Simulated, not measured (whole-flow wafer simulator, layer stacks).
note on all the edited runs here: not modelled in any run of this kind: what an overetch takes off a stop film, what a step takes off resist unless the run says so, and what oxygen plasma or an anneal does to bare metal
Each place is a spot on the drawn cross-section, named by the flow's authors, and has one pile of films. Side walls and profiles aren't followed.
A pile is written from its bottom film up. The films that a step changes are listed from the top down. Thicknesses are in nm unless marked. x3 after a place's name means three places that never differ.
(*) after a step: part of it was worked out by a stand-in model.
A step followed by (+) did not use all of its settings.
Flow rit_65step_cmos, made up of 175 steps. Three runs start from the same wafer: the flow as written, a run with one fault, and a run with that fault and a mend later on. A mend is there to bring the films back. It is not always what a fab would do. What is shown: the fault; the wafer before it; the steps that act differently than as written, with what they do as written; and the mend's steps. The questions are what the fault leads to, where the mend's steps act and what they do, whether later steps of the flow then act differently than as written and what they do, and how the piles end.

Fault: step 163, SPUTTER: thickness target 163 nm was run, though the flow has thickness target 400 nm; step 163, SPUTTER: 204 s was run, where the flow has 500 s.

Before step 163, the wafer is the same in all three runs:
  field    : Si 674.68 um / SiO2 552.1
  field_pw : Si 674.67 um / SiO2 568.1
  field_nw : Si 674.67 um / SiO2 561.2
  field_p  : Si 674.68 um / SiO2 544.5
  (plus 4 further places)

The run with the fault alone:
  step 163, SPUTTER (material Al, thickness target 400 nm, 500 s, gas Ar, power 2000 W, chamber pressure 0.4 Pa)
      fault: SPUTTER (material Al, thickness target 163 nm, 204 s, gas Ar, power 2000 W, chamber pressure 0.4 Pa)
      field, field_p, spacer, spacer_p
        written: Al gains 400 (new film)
        fault: Al gains 163 (new film)
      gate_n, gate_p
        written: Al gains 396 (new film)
        fault: Al gains 163 (new film)
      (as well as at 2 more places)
  Later steps of the flow acting differently than as written (not shown: 3 more steps that differ only slightly, by at most 2% or 0.5 nm, whichever is larger):
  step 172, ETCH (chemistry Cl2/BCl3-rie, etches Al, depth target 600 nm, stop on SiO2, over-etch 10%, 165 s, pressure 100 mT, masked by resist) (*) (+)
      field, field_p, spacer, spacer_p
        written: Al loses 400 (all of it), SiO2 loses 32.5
        fault: Al loses 163 (all of it), SiO2 loses 62.1
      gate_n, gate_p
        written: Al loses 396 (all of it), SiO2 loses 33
        fault: Al loses 163 (all of it), SiO2 loses 62.1
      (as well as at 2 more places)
  The piles end different from the flow's at field, field_pw, field_nw, field_p, gate_n, gate_p, spacer, spacer_p by more than 2% or 0.5 nm, whichever is larger.
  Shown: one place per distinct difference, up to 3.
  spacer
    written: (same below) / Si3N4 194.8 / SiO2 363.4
    fault: (same below) / Si3N4 194.8 / SiO2 333.8
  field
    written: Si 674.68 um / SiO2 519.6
    fault: Si 674.68 um / SiO2 490
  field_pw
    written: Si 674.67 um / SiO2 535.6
    fault: Si 674.67 um / SiO2 506

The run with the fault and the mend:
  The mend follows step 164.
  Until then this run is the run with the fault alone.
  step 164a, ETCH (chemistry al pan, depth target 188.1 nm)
      field, field_p, gate_n, gate_p, spacer, spacer_p
        Al loses 163 (all of it)
      field_pw, field_nw
        Al loses 162.9 (all of it)
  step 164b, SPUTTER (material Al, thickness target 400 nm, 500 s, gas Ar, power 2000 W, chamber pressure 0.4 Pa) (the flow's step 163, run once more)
      field, field_pw, field_p, spacer, spacer_p
        Al gains 400 (new film)
      gate_n, gate_p
        Al gains 396 (new film)
      field_nw
        Al gains 397.2 (new film)
  Every later step of the flow that is run acts as written at every place that is followed.
  By the end, the piles equal the flow's at every place that both follow.
